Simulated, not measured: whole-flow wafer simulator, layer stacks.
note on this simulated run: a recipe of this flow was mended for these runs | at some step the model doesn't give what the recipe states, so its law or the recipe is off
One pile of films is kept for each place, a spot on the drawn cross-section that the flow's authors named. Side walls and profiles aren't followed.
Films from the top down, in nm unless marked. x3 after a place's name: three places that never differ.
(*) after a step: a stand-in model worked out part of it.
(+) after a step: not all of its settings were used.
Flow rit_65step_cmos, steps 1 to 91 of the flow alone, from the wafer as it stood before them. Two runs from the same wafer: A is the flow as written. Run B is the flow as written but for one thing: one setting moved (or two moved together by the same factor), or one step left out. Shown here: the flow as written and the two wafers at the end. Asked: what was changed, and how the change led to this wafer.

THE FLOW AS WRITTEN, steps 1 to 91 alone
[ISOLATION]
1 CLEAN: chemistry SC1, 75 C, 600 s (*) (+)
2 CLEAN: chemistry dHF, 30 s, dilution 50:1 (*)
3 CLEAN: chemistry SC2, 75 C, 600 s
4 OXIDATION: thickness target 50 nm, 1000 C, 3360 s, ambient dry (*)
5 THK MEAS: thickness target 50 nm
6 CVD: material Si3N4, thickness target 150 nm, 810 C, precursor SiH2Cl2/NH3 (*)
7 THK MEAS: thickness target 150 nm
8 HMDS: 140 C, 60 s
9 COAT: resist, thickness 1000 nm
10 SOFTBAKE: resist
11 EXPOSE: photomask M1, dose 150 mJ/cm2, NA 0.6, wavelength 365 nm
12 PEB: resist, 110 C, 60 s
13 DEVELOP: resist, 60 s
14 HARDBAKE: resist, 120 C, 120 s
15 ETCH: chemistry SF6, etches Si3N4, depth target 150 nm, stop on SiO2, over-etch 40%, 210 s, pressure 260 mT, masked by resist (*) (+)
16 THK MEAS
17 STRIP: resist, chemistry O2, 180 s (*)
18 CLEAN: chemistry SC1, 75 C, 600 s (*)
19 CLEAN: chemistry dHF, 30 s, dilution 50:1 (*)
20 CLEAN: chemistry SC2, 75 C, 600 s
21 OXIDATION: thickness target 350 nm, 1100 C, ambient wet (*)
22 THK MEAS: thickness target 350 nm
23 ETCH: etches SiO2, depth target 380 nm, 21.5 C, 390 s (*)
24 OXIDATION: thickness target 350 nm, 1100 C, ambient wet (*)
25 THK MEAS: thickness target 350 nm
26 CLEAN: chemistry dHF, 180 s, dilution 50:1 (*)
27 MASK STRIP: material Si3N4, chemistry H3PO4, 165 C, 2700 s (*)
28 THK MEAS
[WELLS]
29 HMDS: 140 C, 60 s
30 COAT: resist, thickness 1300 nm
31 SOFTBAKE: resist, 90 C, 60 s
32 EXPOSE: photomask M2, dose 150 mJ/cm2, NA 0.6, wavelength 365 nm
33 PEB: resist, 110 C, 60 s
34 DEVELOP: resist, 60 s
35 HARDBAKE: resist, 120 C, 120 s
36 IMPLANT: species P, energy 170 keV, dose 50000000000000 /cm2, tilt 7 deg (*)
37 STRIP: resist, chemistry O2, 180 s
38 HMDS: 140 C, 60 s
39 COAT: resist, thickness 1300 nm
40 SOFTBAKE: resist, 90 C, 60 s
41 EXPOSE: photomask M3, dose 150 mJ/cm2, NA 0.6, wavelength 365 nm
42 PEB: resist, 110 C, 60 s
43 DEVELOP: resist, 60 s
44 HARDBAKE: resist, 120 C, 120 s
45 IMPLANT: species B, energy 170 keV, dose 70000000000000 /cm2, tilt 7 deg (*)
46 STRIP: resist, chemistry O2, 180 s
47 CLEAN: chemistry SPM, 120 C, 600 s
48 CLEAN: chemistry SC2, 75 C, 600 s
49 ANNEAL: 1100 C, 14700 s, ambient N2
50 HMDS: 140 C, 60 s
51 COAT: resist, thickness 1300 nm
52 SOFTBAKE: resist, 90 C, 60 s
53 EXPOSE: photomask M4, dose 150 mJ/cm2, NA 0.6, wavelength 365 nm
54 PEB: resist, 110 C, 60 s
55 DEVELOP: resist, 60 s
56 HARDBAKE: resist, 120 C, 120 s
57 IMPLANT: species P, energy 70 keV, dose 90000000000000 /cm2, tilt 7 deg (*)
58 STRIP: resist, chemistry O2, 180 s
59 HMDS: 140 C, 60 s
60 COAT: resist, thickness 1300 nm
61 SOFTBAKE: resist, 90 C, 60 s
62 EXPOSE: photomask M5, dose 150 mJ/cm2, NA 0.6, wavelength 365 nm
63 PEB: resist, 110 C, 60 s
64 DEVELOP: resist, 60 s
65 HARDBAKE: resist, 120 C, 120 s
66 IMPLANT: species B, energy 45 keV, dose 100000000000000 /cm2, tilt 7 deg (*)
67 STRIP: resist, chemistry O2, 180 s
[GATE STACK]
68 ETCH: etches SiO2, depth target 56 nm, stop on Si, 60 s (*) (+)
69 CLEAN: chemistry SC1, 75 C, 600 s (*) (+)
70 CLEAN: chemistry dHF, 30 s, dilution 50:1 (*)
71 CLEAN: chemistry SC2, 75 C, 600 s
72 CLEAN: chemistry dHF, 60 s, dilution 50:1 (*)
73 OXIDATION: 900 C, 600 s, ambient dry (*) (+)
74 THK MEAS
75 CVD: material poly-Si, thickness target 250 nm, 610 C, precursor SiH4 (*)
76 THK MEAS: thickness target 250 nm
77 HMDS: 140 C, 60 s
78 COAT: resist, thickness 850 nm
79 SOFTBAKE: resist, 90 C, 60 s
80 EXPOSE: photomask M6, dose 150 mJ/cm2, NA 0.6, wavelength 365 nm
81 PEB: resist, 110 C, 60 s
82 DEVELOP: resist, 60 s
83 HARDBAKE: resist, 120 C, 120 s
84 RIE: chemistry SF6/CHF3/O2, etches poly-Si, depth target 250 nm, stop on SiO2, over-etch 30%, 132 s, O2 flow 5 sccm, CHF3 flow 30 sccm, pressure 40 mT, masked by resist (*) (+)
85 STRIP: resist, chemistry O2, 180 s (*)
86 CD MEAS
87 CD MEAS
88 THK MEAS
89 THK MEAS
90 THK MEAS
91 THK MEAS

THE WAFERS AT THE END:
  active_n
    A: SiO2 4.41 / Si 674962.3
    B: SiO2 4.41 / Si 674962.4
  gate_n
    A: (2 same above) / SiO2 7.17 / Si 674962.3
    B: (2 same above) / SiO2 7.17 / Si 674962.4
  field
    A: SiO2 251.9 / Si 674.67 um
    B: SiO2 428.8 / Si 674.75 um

The cause: step 23, ETCH: etches SiO2, depth target 380 nm, 21.5 C, 390 s (*), was left out.

How the change led to this, step by step:
  24 OXIDATION: thickness target 350 nm, 1100 C, ambient wet (*)
      active_n, active_p, gate_n and 7 more: A SiO2 +12 (new film), Si3N4 -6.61 | B SiO2 +8.2, Si3N4 -4.52
      field, field_p: A SiO2 +350 (new film), Si -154 | B SiO2 +175.7, Si -77.3
      (and at 2 more places)
  26 CLEAN: chemistry dHF, 180 s, dilution 50:1 (*)
      active_n, active_p, gate_n and 7 more: A SiO2 -12 (all of it), Si3N4 -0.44 | B SiO2 -16.7
  27 MASK STRIP: material Si3N4, chemistry H3PO4, 165 C, 2700 s (*)
      active_n, active_p, gate_n and 7 more: A Si3N4 -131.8 (all of it), SiO2 -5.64 | B SiO2 -3.49 (all of it), Si3N4 -138 (all of it), SiO2 -1.91
  30 COAT: resist, thickness 1300 nm
      field_pw, field_nw: A resist +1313 (new film) | B resist +1177.3 (new film)
      active_n, active_p: A resist +1297.4 (new film) | B resist +1326.4 (new film)
      (and at 2 more places)
  33 PEB: resist, 110 C, 60 s
      field, field_p: A resist -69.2 | B resist -59.3
      field_pw, field_nw: A resist -69.1 | B resist -61.6
      (and at 2 more places)
  34 DEVELOP: resist, 60 s
      field_nw: A resist -1243.9 (all of it) | B resist -1115.7 (all of it)
      field_p: A resist -1246.5 (all of it) | B resist -1076.3 (all of it)
      (and at 1 more place)
  35 HARDBAKE: resist, 120 C, 120 s
      field: A resist -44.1 | B resist -37.5
      field_pw: A resist -44 | B resist -39
      (and at 1 more place)
  37 STRIP: resist, chemistry O2, 180 s
      field: A resist -1202.4 (all of it) | B resist -1038.2 (all of it)
      field_pw: A resist -1199.9 (all of it) | B resist -1076.7 (all of it)
      (and at 1 more place)
  39 COAT: resist, thickness 1300 nm
      field_pw, field_nw: A resist +1313 (new film) | B resist +1177.3 (new film)
      active_n, active_p: A resist +1297.4 (new film) | B resist +1326.4 (new film)
      (and at 2 more places)
  42 PEB: resist, 110 C, 60 s
      field, field_p: A resist -69.2 | B resist -59.3
      field_pw, field_nw: A resist -69.1 | B resist -61.6
      (and at 2 more places)
  43 DEVELOP: resist, 60 s
      field: A resist -1246.5 (all of it) | B resist -1075.7 (all of it)
      field_pw: A resist -1243.9 (all of it) | B resist -1115.7 (all of it)
      (and at 1 more place)
  44 HARDBAKE: resist, 120 C, 120 s
      field_nw: A resist -44 | B resist -39
      field_p: A resist -44.1 | B resist -37.5
      (and at 1 more place)
  46 STRIP: resist, chemistry O2, 180 s
      field_nw: A resist -1199.9 (all of it) | B resist -1076.7 (all of it)
      field_p: A resist -1202.3 (all of it) | B resist -1038.7 (all of it)
      (and at 1 more place)
  51 COAT: resist, thickness 1300 nm
      field_pw, field_nw: A resist +1313 (new film) | B resist +1177.3 (new film)
      active_n, active_p: A resist +1297.4 (new film) | B resist +1326.4 (new film)
      (and at 2 more places)
  54 PEB: resist, 110 C, 60 s
      field, field_p: A resist -69.2 | B resist -59.3
      field_pw, field_nw: A resist -69.1 | B resist -61.6
      (and at 2 more places)
  55 DEVELOP: resist, 60 s
      field_nw: A resist -1243.9 (all of it) | B resist -1115.7 (all of it)
      field_p: A resist -1246.5 (all of it) | B resist -1076.3 (all of it)
      (and at 1 more place)
  ... 12 more steps ...
  85 STRIP: resist, chemistry O2, 180 s (*)
      gate_n, gate_p: A chemical SiO2 +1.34 (new film), resist -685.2 (all of it), poly-Si -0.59 | B chemical SiO2 +1.34 (new film), resist -703.9 (all of it), poly-Si -0.59
